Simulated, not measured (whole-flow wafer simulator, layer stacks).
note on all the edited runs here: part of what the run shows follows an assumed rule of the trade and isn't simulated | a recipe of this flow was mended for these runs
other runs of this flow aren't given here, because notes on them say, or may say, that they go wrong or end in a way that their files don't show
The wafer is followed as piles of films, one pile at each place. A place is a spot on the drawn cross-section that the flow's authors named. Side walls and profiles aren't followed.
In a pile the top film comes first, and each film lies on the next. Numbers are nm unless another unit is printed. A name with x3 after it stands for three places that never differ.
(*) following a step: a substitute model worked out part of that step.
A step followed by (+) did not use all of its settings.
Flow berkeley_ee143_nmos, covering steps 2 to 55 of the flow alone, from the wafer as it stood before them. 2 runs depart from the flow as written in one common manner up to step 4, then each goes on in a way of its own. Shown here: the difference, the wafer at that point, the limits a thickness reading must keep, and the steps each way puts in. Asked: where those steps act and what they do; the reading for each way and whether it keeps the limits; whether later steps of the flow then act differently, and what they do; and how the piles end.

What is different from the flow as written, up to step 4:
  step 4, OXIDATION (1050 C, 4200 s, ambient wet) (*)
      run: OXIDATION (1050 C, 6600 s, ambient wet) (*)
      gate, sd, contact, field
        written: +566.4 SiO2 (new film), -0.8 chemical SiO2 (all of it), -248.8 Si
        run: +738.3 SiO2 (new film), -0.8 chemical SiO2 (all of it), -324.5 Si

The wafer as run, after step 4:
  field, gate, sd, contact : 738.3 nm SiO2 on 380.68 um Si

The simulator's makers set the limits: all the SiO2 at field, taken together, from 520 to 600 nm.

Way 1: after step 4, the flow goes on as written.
  After step 4, the reading is 738.3 nm, outside the limits.
  Later steps of the flow acting differently than as written (not shown: 1 more step that differs only slightly, by at most 2% or 0.5 nm, whichever is larger):
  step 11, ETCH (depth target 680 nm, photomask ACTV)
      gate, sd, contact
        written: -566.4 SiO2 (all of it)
        way: -680 SiO2
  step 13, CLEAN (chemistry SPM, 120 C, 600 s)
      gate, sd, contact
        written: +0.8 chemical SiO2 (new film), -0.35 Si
        way: nothing
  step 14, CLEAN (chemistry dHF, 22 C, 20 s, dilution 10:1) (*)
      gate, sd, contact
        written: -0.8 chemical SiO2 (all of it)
        way: -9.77 SiO2
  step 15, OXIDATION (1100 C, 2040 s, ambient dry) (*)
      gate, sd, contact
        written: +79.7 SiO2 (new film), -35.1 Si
        way: +50.7 SiO2, -22.3 Si
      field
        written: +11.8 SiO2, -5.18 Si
        way: +9.3 SiO2, -4.09 Si
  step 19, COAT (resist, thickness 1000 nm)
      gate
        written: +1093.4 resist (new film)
        way: +1117.1 resist (new film)
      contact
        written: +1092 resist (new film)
        way: +1115.1 resist (new film)
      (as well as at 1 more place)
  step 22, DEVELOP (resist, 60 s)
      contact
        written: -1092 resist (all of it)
        way: -1115.1 resist (all of it)
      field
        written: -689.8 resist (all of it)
        way: -613.7 resist (all of it)
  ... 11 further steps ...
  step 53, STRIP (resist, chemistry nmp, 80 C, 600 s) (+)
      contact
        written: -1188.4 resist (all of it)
        way: -1214.6 resist (all of it)
  The piles end different from the flow's at gate, field by more than 2% or 0.5 nm, whichever is larger.
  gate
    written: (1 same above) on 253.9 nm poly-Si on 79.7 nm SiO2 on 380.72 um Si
    way: (1 same above) on 253.9 nm poly-Si on 99.2 nm SiO2 on 380.65 um Si
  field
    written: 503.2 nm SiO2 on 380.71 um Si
    way: 657.3 nm SiO2 on 380.65 um Si

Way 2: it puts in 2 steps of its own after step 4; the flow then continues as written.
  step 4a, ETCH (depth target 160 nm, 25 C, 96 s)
      gate, sd, contact, field
        -160 SiO2
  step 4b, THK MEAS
      leaves every film unchanged at each place that is followed
  After step 4b, the reading is 578.3 nm, within the limits.
  Later steps of the flow acting differently than as written (not shown: 15 more steps that differ only slightly, by at most 2% or 0.5 nm, whichever is larger):
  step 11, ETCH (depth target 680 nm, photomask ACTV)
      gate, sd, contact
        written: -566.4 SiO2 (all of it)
        way: -578.3 SiO2 (all of it)
  The piles end different from the flow's at field by more than 2% or 0.5 nm, whichever is larger.
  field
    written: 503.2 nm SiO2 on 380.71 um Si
    way: 513.6 nm SiO2 on 380.64 um Si

Keeping within the limits: way 2. Outside them: way 1.
